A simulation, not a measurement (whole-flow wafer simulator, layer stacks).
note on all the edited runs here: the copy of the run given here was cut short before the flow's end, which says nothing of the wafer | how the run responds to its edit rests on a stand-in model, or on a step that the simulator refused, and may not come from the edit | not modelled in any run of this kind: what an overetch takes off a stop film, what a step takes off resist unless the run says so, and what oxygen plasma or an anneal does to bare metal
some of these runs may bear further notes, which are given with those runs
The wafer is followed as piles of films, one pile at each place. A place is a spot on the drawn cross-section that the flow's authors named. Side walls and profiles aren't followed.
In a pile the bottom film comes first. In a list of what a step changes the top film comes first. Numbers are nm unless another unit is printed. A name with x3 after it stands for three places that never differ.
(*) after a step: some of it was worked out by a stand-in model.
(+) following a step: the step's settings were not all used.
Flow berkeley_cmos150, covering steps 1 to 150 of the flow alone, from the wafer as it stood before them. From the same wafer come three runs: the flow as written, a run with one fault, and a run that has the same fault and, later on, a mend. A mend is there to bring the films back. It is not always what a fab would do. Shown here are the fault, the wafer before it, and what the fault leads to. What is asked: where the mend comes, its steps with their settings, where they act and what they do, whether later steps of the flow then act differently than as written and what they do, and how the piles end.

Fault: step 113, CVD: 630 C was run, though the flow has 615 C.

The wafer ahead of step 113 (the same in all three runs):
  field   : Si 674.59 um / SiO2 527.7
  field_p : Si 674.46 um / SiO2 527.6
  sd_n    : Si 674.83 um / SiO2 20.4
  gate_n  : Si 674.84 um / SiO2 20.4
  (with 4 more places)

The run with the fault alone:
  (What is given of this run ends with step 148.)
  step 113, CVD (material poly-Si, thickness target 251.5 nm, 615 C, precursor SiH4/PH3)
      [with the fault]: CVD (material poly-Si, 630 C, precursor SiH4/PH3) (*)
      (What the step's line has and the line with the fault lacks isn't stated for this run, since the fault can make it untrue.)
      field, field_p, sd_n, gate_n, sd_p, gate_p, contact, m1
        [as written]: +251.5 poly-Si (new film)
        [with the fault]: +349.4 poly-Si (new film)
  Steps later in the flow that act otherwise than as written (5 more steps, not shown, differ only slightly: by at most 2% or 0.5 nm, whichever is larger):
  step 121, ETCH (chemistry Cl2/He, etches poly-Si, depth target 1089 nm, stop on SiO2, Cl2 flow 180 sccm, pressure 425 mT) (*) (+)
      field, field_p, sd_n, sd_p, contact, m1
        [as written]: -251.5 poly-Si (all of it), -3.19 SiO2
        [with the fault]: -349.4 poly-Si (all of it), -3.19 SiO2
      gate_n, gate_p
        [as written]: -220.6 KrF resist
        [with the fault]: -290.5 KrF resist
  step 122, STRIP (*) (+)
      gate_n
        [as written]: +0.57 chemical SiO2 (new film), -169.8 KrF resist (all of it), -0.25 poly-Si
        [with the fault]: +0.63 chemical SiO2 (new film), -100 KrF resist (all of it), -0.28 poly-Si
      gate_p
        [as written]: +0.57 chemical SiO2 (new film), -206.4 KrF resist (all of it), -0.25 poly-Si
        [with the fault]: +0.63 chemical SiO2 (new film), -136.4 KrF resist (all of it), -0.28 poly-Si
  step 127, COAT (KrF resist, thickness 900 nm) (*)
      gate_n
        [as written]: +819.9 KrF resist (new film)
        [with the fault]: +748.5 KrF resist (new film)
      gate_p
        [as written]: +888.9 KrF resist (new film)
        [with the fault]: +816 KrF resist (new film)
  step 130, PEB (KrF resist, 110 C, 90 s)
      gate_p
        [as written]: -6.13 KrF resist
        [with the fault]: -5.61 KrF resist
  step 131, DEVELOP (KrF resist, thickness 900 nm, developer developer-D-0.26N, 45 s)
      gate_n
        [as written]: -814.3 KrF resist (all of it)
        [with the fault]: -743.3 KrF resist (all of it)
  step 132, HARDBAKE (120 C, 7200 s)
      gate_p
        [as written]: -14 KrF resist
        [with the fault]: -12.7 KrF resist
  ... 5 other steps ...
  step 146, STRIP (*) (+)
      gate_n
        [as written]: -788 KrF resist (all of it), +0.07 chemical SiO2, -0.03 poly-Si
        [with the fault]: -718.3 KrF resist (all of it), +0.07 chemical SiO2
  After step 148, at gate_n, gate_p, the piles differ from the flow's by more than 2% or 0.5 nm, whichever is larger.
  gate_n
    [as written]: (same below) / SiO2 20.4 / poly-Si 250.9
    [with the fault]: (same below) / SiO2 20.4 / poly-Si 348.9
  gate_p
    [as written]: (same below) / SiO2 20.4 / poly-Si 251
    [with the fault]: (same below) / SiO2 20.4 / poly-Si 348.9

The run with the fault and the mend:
  The mend stands after step 113.
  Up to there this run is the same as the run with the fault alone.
  step 113a, ETCH (chemistry tmah, depth target 97.9 nm)
      field, field_p, sd_n, gate_n, sd_p, gate_p, contact, m1
        -97.9 poly-Si
  Every later step of the flow that is run acts as written, at every place that is followed, to within 2% or 0.5 nm, whichever is larger.
  When the end is reached, the piles differ only a little from the flow's at the places that both follow, at most by 2% or 0.5 nm, whichever is larger.
